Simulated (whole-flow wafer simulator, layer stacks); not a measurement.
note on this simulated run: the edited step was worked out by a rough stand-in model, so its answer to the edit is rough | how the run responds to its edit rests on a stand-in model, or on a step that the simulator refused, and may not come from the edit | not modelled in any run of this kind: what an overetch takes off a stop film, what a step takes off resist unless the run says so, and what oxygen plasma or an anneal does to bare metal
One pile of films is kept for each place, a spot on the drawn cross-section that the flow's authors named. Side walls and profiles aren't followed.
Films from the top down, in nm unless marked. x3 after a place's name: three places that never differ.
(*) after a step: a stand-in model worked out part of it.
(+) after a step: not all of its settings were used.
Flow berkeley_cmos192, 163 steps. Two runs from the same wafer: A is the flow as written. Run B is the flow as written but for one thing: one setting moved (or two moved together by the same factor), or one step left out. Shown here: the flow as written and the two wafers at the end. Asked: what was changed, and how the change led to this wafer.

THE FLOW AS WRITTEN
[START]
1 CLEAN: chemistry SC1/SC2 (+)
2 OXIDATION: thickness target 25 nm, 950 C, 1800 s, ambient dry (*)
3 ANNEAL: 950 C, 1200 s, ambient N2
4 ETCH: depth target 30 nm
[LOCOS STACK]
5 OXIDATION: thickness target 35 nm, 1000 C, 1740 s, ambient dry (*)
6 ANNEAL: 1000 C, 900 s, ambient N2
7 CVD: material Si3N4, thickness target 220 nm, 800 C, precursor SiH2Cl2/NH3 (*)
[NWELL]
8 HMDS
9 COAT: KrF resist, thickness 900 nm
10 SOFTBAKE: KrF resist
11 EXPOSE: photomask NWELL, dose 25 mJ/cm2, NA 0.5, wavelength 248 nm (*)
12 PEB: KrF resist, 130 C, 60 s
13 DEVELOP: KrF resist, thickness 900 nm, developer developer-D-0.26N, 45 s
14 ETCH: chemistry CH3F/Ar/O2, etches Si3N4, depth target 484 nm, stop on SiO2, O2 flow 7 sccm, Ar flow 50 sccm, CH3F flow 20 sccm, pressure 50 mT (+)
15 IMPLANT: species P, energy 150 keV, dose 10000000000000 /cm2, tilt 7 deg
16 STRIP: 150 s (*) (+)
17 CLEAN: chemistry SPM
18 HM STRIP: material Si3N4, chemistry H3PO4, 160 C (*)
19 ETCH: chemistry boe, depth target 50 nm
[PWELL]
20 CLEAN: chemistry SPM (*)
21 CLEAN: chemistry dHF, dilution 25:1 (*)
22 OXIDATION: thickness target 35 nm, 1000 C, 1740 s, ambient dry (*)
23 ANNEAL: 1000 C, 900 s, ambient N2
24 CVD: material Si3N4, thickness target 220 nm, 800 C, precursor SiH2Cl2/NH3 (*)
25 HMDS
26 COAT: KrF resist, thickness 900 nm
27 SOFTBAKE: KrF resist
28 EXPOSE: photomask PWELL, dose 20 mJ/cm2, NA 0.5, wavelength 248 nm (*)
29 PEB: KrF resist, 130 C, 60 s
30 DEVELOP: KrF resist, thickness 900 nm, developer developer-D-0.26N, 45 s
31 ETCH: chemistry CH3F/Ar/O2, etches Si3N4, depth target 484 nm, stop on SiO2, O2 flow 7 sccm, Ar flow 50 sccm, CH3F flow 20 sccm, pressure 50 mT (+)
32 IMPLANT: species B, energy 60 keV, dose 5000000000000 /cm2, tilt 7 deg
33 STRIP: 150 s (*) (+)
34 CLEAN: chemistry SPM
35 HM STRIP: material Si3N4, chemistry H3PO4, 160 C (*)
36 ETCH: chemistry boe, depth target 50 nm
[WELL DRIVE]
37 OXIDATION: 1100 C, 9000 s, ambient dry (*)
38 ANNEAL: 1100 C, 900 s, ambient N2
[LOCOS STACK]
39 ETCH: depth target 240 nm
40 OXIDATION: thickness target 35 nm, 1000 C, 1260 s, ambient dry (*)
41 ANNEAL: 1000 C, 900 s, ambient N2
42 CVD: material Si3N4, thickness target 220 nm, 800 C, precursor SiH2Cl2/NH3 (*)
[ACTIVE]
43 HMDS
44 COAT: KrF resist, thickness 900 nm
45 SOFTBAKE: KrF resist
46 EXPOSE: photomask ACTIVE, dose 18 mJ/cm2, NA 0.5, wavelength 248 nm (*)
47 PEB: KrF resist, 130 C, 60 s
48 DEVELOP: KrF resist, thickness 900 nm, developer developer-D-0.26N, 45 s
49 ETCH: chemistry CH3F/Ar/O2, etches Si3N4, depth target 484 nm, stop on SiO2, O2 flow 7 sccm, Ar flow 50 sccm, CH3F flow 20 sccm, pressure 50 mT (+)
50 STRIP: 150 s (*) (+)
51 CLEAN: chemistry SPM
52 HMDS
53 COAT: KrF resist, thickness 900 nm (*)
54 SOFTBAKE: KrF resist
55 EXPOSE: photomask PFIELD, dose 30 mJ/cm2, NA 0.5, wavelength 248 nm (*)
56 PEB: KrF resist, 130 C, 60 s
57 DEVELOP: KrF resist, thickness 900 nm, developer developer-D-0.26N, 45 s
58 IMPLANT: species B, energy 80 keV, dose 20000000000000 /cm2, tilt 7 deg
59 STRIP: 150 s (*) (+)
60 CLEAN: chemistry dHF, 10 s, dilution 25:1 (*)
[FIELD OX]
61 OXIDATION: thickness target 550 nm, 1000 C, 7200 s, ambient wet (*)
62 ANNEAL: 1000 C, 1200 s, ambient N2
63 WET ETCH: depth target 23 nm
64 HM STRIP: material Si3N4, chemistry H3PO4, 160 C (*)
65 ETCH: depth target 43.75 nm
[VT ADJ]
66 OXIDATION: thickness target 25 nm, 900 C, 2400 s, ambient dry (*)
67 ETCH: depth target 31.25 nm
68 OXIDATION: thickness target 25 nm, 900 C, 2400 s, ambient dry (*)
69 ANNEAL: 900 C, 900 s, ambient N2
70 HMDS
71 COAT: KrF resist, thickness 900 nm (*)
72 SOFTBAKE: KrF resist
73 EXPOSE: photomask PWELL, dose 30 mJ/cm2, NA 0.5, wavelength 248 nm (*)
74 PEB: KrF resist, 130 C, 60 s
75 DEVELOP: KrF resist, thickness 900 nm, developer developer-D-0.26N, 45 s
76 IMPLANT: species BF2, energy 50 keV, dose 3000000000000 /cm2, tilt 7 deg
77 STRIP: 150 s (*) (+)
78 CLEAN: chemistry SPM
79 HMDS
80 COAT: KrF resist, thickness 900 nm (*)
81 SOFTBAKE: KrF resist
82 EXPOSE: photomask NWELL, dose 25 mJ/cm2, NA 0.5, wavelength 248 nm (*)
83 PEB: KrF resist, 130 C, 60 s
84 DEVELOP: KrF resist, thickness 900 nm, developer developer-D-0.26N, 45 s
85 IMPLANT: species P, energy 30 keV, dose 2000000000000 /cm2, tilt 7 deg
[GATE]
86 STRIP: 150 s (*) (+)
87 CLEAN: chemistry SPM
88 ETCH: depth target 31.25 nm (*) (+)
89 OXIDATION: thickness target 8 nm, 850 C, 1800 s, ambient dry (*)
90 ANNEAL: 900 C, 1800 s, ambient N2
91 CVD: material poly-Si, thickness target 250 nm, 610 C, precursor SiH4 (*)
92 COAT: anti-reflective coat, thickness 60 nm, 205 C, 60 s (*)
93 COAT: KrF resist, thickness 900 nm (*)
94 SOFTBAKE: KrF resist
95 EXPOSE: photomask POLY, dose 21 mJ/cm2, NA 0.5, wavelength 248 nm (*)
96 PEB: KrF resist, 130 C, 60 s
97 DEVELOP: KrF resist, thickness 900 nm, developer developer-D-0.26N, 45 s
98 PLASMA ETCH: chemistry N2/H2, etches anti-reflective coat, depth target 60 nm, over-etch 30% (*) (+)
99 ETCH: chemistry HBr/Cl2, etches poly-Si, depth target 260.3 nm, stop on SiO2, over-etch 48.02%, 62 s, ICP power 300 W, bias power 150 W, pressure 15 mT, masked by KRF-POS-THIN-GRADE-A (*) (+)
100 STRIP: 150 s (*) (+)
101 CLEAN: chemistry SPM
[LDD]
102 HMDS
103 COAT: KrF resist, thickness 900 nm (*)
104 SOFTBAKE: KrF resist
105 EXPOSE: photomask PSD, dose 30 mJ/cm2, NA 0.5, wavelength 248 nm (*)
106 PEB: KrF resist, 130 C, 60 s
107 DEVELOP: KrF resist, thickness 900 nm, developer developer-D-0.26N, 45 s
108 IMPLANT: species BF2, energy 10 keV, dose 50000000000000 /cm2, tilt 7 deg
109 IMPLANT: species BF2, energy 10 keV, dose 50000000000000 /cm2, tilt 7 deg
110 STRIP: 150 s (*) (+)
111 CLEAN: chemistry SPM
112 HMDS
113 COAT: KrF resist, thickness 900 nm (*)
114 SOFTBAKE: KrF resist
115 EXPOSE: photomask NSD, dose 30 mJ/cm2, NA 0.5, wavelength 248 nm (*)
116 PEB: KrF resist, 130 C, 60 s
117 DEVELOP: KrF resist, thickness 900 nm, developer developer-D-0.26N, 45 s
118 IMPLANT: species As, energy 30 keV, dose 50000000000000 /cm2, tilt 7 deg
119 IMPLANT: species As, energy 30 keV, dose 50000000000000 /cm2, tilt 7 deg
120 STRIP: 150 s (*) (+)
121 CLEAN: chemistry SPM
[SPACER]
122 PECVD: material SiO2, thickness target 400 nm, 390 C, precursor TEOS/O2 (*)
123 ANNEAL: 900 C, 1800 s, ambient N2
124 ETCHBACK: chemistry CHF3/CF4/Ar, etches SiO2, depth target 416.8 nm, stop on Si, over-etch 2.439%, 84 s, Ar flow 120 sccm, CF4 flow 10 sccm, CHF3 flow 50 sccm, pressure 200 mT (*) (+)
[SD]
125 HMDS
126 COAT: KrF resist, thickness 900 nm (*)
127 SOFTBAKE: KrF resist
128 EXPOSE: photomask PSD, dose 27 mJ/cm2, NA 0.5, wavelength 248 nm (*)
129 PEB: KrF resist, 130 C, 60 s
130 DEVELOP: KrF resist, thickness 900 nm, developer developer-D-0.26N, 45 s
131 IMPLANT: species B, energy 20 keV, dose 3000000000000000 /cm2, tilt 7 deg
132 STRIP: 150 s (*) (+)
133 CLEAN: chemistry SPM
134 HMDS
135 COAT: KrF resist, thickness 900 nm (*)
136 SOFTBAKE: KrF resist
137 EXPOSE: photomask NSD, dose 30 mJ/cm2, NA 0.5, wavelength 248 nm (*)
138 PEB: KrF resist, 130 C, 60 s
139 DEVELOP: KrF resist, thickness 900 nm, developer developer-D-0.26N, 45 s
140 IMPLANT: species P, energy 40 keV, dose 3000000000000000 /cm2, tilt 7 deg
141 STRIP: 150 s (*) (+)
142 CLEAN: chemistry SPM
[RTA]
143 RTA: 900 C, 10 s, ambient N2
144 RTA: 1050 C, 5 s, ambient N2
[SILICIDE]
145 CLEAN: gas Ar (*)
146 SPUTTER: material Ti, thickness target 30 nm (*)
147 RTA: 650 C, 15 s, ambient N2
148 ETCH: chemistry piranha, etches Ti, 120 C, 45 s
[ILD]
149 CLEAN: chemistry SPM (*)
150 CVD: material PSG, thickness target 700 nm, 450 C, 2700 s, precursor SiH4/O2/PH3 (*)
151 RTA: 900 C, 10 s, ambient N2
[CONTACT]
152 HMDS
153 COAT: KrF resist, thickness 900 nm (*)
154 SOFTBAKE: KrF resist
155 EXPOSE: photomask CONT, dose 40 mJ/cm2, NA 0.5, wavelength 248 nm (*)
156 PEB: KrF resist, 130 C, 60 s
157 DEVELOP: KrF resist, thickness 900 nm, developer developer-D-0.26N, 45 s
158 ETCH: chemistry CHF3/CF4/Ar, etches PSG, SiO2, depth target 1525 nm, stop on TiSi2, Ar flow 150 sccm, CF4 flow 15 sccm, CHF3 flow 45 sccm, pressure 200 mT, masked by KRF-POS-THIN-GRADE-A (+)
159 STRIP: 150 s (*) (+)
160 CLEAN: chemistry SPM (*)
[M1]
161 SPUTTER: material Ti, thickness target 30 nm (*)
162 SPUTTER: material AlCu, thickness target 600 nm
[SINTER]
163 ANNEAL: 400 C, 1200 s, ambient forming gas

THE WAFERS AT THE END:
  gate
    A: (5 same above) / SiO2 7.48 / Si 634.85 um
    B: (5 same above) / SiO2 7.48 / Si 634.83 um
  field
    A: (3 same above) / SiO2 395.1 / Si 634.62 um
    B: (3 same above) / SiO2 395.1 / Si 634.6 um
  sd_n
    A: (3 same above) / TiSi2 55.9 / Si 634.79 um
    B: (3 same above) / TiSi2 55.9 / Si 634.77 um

The cause: step 22, OXIDATION: 1200 C was run, where the flow has 1000 C.

How the change led to this, step by step:
  22 OXIDATION: thickness target 35 nm, 1000 C, 1740 s, ambient dry (*)
      field, sd_n, spacer_n and 6 more: A SiO2 +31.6 (new film), Si -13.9 | B SiO2 +120.4 (new film), Si -53
  36 ETCH: chemistry boe, depth target 50 nm
      field, sd_n, spacer_n, gate, contact: A SiO2 -18.5 (all of it) | B SiO2 -50
      sd_p, spacer_p, gate_p, m1: A SiO2 -29.6 (all of it) | B SiO2 -50
  37 OXIDATION: 1100 C, 9000 s, ambient dry (*)
      field, sd_n, spacer_n, gate, contact: A SiO2 +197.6 (new film), Si -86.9 | B SiO2 +155.6, Si -68.5
      sd_p, spacer_p, gate_p, m1: A SiO2 +197.6 (new film), Si -86.9 | B SiO2 +149.6, Si -65.8
  39 ETCH: depth target 240 nm
      field, sd_n, spacer_n, gate, contact: A SiO2 -197.6 (all of it) | B SiO2 -212.9 (all of it)
      sd_p, spacer_p, gate_p, m1: A SiO2 -197.6 (all of it) | B SiO2 -218 (all of it)
  92 COAT: anti-reflective coat, thickness 60 nm, 205 C, 60 s (*)
      m1: A anti-reflective coat +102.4 (new film) | B anti-reflective coat +100.1 (new film)
  98 PLASMA ETCH: chemistry N2/H2, etches anti-reflective coat, depth target 60 nm, over-etch 30% (*) (+)
      m1: A anti-reflective coat -102.4 (all of it), poly-Si -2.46 | B anti-reflective coat -100.1 (all of it), poly-Si -2.51
